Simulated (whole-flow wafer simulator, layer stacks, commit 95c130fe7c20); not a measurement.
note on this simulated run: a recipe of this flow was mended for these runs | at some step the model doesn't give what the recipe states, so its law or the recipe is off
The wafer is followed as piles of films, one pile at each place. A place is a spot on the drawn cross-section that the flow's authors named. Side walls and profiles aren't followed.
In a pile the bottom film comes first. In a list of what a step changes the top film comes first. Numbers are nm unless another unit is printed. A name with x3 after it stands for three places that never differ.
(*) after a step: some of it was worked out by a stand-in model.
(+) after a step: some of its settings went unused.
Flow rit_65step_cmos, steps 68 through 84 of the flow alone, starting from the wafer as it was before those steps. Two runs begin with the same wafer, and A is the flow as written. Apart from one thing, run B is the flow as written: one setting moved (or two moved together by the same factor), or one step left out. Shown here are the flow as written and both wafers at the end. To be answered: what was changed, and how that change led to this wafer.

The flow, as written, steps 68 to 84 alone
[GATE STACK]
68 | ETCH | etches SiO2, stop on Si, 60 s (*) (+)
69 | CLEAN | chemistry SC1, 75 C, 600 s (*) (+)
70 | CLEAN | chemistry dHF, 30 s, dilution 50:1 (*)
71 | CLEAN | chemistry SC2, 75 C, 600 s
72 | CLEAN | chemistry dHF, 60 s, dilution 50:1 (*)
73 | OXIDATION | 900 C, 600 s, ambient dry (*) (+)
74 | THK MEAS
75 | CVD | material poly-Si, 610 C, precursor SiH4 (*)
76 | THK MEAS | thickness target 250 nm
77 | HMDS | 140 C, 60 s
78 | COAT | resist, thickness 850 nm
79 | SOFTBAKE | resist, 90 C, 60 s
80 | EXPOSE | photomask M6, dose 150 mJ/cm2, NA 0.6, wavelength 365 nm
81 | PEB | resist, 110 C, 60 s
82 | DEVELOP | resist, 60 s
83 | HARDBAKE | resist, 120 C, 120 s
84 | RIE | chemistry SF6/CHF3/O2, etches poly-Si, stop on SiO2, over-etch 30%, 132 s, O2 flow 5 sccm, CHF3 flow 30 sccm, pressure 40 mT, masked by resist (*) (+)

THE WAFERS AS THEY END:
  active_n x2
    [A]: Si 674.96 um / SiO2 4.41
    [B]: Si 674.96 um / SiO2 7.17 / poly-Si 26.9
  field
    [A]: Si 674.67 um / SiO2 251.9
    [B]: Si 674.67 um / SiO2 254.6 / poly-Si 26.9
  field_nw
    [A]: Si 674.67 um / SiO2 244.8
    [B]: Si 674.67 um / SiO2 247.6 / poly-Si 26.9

Cause: step 75, CVD: 630 C was run, though the flow has 610 C.

How this came from the change, step by step:
  75 | CVD | material poly-Si, 610 C, precursor SiH4 (*)
      field, field_pw, field_nw and 11 more: A poly-Si gains 250 (new film) | B poly-Si gains 351.9 (new film)
  84 | RIE | chemistry SF6/CHF3/O2, etches poly-Si, stop on SiO2, over-etch 30%, 132 s, O2 flow 5 sccm, CHF3 flow 30 sccm, pressure 40 mT, masked by resist (*) (+)
      field, field_pw, field_nw and 9 more: A poly-Si loses 250 (all of it), SiO2 loses 2.76 | B poly-Si loses 325
